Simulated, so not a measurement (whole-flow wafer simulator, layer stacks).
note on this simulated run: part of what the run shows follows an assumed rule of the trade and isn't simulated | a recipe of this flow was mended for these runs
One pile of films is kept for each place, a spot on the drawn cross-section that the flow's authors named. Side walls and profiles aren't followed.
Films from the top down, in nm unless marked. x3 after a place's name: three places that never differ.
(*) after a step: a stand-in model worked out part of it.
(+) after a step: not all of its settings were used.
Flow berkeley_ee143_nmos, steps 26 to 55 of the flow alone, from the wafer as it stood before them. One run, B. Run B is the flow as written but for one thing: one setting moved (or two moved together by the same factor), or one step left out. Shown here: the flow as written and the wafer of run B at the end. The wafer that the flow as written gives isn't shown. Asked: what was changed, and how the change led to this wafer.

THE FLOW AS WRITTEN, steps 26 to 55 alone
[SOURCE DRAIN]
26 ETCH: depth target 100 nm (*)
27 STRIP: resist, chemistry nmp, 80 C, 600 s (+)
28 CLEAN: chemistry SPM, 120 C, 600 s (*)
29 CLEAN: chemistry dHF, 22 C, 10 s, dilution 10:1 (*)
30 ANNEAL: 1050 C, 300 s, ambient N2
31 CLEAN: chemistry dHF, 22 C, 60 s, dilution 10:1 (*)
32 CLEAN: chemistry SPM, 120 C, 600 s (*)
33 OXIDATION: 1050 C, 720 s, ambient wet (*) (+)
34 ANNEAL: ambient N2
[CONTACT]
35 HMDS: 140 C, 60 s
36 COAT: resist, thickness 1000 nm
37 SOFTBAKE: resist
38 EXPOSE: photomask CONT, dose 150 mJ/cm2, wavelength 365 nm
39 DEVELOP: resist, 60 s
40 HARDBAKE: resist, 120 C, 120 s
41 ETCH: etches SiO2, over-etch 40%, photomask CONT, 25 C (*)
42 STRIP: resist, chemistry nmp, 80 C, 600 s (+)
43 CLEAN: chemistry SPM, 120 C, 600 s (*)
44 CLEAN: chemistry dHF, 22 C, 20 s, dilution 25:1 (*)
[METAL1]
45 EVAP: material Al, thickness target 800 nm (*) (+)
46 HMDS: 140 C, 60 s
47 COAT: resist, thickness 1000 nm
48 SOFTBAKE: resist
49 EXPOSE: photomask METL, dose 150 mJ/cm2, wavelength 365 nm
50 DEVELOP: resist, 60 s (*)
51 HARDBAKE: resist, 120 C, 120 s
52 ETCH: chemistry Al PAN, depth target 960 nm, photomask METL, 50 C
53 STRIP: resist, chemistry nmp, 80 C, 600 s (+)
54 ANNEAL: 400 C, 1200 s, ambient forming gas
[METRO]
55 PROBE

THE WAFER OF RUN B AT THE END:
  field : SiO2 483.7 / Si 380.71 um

The cause: step 26, ETCH: depth target 122 nm was run, where the flow has depth target 100 nm.

How the change led to this, step by step:
  26 ETCH: depth target 100 nm (*)
      field: SiO2 -122 (as written it would be: SiO2 -100)
  33 OXIDATION: 1050 C, 720 s, ambient wet (*) (+)
      field: SiO2 +76.4, Si -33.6 (as written it would be: SiO2 +73.9, Si -32.5)
